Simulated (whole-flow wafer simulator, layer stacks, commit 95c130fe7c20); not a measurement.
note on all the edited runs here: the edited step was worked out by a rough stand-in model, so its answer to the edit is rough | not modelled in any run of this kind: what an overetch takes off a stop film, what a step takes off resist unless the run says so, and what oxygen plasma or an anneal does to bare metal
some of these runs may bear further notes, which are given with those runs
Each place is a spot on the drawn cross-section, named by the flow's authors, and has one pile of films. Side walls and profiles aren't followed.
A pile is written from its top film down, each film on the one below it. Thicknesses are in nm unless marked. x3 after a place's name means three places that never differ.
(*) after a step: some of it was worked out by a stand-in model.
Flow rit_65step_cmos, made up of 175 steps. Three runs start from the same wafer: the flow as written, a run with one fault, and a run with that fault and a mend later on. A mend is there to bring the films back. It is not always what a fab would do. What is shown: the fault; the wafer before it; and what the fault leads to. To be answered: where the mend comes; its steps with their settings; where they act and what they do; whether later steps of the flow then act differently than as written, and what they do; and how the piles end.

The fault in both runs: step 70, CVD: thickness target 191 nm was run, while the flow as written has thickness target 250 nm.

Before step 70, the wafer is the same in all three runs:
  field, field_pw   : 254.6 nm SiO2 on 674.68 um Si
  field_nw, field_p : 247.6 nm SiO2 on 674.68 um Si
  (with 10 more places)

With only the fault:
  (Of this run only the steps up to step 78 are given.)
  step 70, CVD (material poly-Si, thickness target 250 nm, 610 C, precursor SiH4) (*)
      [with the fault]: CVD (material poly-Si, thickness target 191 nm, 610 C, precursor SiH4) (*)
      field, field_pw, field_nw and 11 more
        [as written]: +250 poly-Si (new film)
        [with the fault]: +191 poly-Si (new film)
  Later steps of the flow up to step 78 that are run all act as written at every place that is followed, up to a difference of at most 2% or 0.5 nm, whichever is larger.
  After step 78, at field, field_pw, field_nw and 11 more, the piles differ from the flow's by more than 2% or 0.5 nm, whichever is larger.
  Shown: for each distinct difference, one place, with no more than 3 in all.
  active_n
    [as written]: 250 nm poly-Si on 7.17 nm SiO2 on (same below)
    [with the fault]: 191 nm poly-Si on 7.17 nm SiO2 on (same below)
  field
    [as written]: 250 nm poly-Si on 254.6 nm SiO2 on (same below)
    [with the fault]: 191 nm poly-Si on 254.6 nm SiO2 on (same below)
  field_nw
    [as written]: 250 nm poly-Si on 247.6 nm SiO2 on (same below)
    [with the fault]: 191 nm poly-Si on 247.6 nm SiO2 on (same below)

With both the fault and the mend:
  The mend stands after step 71.
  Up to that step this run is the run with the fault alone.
  step 71a, ETCH (chemistry tmah, depth target 219.6 nm)
      field, field_pw, field_nw and 11 more
        -191 poly-Si (all of it)
  step 71b, CLEAN (chemistry SC2, 75 C, 600 s) (the flow's step 66, run once more)
      does not change any film at any place that is followed
  step 71c, CVD (material poly-Si, thickness target 250 nm, 610 C, precursor SiH4) (*) (the flow's step 70, run once more)
      field, field_pw, field_nw and 11 more
        +250 poly-Si (new film)
  Later steps of the flow that are run all act as written at every place that is followed.
  The piles end the same as the flow's at every place that both follow.
